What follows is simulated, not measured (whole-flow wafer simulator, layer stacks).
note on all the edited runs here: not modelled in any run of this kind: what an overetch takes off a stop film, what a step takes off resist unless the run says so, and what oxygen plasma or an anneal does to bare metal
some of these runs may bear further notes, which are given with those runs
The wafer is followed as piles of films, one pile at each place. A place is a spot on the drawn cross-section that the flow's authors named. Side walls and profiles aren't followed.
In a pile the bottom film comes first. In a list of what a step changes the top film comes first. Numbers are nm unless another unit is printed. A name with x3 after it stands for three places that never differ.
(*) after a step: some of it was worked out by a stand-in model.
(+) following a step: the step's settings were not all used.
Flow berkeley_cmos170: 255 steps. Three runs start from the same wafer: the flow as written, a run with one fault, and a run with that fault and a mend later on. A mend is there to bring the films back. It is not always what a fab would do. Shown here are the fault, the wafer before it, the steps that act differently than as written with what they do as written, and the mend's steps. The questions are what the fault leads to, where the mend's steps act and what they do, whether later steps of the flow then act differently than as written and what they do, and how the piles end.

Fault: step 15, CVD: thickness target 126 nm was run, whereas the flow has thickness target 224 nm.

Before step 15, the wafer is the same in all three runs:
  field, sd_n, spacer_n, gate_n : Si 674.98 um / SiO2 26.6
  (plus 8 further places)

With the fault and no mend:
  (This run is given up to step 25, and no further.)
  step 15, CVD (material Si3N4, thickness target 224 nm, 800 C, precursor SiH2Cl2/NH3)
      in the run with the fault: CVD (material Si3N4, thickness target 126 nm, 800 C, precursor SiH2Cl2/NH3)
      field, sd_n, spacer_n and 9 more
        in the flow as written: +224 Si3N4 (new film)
        in the run with the fault: +126 Si3N4 (new film)
  Steps later in the flow that act otherwise than as written:
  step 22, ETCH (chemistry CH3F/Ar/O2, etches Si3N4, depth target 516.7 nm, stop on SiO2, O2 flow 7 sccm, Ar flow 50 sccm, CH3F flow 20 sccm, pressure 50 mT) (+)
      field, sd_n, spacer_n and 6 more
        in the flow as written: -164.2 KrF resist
        in the run with the fault: -98.9 KrF resist
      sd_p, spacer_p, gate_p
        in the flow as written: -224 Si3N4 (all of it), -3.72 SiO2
        in the run with the fault: -126 Si3N4 (all of it), -3.72 SiO2
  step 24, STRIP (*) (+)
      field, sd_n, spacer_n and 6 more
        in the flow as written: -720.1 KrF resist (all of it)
        in the run with the fault: -785.5 KrF resist (all of it)
  Once step 25 is done, the piles at field, sd_n, spacer_n and 6 more depart from the flow's by more than 2% or 0.5 nm, whichever is larger.
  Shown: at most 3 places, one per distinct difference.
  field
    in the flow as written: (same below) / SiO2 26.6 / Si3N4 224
    in the run with the fault: (same below) / SiO2 26.6 / Si3N4 126

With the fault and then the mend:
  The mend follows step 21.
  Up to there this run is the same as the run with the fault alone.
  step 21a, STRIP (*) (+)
      field, sd_n, spacer_n and 6 more
        -884.4 KrF resist (all of it)
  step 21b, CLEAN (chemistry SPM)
      alters no film at any place that is followed
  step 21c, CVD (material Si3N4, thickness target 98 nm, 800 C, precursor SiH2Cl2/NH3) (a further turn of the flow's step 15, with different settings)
      field, sd_n, spacer_n and 9 more
        +98 Si3N4
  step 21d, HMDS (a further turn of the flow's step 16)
      alters no film at any place that is followed
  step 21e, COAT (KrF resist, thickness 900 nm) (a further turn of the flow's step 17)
      field, sd_n, spacer_n and 9 more
        +900 KrF resist (new film)
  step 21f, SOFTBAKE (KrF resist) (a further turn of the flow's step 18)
      alters no film at any place that is followed
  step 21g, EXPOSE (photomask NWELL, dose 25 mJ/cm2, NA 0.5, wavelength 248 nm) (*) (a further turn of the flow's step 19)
      alters no film at any place that is followed
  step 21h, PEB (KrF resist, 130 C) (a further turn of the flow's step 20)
      field, sd_n, spacer_n and 9 more
        -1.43 KrF resist
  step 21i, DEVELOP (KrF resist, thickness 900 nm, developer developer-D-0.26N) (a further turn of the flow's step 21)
      field, sd_n, spacer_n and 6 more
        -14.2 KrF resist
      sd_p, spacer_p, gate_p
        -898.6 KrF resist (all of it)
  None of the later steps of the flow acts differently than as written at any place that is followed.
  At every place that both follow, the piles at the end match the flow's.
